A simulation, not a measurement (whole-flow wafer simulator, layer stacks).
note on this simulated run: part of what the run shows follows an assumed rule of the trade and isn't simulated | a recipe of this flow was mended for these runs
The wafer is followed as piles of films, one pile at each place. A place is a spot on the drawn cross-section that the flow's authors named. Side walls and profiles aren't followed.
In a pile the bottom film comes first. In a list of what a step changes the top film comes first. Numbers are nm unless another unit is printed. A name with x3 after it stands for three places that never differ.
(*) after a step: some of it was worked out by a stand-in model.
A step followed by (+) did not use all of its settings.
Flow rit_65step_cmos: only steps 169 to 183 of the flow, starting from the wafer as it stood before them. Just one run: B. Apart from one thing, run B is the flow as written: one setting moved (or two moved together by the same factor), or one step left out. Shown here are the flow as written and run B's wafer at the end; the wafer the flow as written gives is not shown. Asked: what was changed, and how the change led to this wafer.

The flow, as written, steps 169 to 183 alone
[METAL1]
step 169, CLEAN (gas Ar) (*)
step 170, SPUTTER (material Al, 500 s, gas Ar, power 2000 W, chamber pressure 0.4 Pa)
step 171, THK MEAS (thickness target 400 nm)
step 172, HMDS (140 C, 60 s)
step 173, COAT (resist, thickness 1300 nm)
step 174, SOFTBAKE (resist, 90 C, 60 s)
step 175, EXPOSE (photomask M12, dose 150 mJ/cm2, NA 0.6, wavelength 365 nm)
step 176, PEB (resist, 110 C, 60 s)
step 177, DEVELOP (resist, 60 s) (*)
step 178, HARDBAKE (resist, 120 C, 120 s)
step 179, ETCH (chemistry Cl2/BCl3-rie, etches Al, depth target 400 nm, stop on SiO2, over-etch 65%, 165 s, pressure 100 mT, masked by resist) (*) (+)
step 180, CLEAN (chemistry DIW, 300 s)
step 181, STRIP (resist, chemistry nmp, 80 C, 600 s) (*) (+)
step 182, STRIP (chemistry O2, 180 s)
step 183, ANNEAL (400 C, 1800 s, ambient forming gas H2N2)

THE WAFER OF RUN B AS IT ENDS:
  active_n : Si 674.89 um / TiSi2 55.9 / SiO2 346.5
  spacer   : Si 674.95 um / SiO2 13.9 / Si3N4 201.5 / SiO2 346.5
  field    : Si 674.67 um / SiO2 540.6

Cause: step 170, SPUTTER: 362 s was run, whereas the flow has 500 s.

The path from the change to this, step by step:
  step 170, SPUTTER (material Al, 500 s, gas Ar, power 2000 W, chamber pressure 0.4 Pa)
      field, field_pw, field_nw and 10 more: +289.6 Al (new film) (as written it would have been: +400 Al (new film))
      contact: +189.2 Al (new film) (as written it would have been: +255.4 Al (new film))
  step 173, COAT (resist, thickness 1300 nm)
      contact: +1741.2 resist (new film) (as written it would have been: +1785.1 resist (new film))
  step 176, PEB (resist, 110 C, 60 s)
      contact: -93 resist (as written it would have been: -95.5 resist)
  step 178, HARDBAKE (resist, 120 C, 120 s)
      contact: -60.4 resist (as written it would have been: -62.1 resist)
  step 179, ETCH (chemistry Cl2/BCl3-rie, etches Al, depth target 400 nm, stop on SiO2, over-etch 65%, 165 s, pressure 100 mT, masked by resist) (*) (+)
      field, field_pw, field_nw and 9 more: -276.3 Al (all of it), -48 SiO2 (as written it would have been: -386.7 Al (all of it), -34.2 SiO2)
  step 181, STRIP (resist, chemistry nmp, 80 C, 600 s) (*) (+)
      contact: -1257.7 resist (all of it) (as written it would have been: -1297.5 resist (all of it))
